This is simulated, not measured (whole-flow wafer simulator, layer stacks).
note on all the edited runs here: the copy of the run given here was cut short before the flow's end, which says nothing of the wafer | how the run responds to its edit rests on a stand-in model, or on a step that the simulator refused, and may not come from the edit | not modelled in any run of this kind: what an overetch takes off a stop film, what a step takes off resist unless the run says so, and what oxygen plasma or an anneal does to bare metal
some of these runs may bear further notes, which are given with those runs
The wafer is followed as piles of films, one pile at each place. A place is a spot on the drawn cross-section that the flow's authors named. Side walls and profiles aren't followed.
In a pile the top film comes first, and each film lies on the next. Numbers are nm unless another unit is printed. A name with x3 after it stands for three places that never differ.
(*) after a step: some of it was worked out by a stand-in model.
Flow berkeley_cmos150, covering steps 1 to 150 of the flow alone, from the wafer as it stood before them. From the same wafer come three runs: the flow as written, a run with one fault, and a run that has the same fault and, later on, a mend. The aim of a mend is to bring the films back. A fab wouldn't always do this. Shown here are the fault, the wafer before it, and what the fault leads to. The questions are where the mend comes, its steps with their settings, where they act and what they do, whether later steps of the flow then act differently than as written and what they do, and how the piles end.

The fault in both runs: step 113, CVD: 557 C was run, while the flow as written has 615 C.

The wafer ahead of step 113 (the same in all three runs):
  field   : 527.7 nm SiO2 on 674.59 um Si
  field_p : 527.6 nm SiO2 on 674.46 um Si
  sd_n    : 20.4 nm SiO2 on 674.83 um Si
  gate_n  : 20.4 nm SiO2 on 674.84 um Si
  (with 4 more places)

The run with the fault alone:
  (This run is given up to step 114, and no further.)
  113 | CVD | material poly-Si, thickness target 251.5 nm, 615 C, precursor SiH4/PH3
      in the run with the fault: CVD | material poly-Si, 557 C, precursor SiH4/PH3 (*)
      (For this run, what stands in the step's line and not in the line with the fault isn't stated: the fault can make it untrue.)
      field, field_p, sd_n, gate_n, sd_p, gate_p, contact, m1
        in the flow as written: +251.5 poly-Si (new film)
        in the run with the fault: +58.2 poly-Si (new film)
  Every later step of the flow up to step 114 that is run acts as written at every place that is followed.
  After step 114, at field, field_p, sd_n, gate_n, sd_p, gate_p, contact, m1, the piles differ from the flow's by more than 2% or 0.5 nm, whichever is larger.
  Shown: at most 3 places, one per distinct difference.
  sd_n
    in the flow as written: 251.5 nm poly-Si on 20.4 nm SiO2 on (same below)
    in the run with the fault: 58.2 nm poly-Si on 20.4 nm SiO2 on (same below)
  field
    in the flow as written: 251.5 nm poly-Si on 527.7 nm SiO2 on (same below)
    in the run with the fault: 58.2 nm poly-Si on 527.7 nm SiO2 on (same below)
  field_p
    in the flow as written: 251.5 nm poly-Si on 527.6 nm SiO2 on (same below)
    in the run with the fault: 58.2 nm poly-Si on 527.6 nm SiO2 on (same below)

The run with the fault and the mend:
  The mend follows step 113.
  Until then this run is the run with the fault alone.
  113a | CVD | material poly-Si, thickness target 193.3 nm, 615 C, precursor SiH4/PH3 (*) (the flow's step 113, run once more with other settings)
      field, field_p, sd_n, gate_n, sd_p, gate_p, contact, m1
        +193.3 poly-Si
  Every later step of the flow that is run acts as written, at every place that is followed, to within 2% or 0.5 nm, whichever is larger.
  At the end the piles are close to the flow's at the places that both follow, differing by at most 2% or 0.5 nm, whichever is larger.
